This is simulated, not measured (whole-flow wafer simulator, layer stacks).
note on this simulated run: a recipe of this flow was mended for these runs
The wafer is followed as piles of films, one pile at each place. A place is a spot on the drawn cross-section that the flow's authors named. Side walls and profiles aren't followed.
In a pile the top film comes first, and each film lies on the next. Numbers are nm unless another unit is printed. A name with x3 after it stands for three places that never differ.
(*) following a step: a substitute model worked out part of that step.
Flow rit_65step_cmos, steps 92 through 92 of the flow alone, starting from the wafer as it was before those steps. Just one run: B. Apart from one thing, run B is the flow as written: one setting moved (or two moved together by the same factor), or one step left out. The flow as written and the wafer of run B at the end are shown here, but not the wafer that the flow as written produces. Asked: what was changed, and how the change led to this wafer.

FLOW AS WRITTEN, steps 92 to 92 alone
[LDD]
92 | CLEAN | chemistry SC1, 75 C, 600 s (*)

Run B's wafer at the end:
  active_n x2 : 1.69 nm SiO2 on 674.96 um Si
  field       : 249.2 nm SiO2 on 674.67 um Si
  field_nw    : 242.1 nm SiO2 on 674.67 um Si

What caused this: step 92, CLEAN: 80 C was run, though the flow has 75 C.

How this came from the change, step by step:
  92 | CLEAN | chemistry SC1, 75 C, 600 s (*)
      field, field_pw, field_nw, field_p, active_n x2, spacer x6: SiO2 loses 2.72 (it would be, as written: SiO2 loses 2.05)
      gate_n x2: chemical SiO2 loses 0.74, poly-Si loses 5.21 (it would be, as written: chemical SiO2 loses 0.74, poly-Si loses 3.77)
